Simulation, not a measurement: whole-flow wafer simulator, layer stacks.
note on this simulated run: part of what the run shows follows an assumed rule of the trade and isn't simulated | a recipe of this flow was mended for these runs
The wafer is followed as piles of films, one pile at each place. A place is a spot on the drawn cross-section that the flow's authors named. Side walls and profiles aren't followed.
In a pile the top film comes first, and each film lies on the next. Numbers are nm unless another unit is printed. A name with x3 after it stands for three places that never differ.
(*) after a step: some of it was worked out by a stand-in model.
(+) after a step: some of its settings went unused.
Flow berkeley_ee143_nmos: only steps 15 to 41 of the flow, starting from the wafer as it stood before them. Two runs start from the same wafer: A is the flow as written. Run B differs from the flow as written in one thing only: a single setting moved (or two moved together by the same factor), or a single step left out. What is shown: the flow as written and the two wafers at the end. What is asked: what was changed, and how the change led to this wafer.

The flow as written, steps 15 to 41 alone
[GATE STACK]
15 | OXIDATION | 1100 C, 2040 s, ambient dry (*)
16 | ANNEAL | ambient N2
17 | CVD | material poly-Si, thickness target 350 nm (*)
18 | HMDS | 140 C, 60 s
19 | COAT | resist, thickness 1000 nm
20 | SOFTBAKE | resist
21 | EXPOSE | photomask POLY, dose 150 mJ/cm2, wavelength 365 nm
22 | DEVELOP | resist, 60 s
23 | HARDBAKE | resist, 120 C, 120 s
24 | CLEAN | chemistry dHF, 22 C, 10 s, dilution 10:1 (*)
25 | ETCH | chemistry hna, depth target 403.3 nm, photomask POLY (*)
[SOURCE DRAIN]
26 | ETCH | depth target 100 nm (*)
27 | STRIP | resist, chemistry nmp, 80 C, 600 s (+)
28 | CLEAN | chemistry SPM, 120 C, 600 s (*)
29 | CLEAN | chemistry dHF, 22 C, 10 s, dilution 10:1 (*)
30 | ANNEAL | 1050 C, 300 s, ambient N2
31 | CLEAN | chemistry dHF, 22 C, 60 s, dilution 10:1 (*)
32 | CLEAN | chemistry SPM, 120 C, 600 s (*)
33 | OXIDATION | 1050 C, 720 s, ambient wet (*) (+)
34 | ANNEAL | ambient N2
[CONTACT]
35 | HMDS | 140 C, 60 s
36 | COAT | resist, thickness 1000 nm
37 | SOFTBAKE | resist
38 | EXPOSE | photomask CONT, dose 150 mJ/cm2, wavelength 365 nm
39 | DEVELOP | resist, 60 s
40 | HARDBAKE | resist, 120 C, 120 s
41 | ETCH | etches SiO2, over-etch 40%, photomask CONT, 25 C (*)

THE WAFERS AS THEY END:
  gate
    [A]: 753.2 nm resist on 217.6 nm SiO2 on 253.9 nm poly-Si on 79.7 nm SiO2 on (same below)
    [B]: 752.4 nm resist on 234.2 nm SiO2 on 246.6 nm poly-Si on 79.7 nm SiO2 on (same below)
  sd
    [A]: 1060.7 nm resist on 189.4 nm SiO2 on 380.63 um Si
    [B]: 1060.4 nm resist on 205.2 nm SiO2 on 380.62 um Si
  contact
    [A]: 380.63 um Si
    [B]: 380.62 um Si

Cause: step 33, OXIDATION: 806 s was run, though the flow has 720 s.

How this came from the change, step by step:
  33 | OXIDATION | 1050 C, 720 s, ambient wet (*) (+)
      sd, contact: A +189.4 SiO2 (new film), -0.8 chemical SiO2 (all of it), -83 Si | B +205.2 SiO2 (new film), -0.8 chemical SiO2 (all of it), -90 Si
      gate: A +217.6 SiO2 (new film), -0.8 chemical SiO2 (all of it), -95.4 poly-Si | B +234.2 SiO2 (new film), -0.8 chemical SiO2 (all of it), -102.7 poly-Si
      (also at 1 further place)
  41 | ETCH | etches SiO2, over-etch 40%, photomask CONT, 25 C (*)
      contact: A -189.4 SiO2 (all of it) | B -205.2 SiO2 (all of it)
